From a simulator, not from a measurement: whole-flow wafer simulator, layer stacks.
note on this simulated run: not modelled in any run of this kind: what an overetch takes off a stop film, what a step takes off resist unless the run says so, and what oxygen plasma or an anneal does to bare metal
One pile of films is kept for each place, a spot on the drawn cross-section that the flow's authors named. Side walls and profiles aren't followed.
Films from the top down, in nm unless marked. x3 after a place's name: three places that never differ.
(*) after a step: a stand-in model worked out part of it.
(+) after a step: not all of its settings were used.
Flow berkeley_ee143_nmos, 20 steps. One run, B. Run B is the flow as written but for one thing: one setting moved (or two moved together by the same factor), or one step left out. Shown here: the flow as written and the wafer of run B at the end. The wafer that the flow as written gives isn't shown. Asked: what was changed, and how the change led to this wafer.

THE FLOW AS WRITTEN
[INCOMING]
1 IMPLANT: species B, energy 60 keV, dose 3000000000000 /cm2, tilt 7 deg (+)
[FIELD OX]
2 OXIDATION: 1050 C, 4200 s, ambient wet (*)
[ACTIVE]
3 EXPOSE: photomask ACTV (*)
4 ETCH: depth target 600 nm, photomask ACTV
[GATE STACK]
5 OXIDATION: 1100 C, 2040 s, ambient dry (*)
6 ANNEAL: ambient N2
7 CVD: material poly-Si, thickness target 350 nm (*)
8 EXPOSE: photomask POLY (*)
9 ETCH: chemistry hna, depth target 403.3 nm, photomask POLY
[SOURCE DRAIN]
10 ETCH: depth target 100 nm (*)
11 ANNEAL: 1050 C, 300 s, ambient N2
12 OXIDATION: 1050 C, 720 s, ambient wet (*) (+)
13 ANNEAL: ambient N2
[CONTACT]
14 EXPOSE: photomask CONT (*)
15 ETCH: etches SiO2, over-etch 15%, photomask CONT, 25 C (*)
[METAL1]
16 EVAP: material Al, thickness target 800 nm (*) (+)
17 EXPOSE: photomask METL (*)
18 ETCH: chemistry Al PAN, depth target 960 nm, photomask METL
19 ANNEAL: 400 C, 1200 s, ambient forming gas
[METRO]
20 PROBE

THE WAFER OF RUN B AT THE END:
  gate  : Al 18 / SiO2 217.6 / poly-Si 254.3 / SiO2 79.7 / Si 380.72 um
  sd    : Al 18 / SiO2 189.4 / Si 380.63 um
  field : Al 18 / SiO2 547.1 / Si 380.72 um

The cause: step 18, ETCH: depth target 782 nm was run, where the flow has depth target 960 nm.

How the change led to this, step by step:
  18 ETCH: chemistry Al PAN, depth target 960 nm, photomask METL
      gate, sd, field: Al -782 (as written it would be: Al -800 (all of it))
Counting metal films that touch as one body, gate has 1 body; the flow as written gives 0 bodies.
Counting metal films that touch as one body, sd has 1 body; the flow as written gives 0 bodies.
Counting metal films that touch as one body, field has 1 body; the flow as written gives 0 bodies.
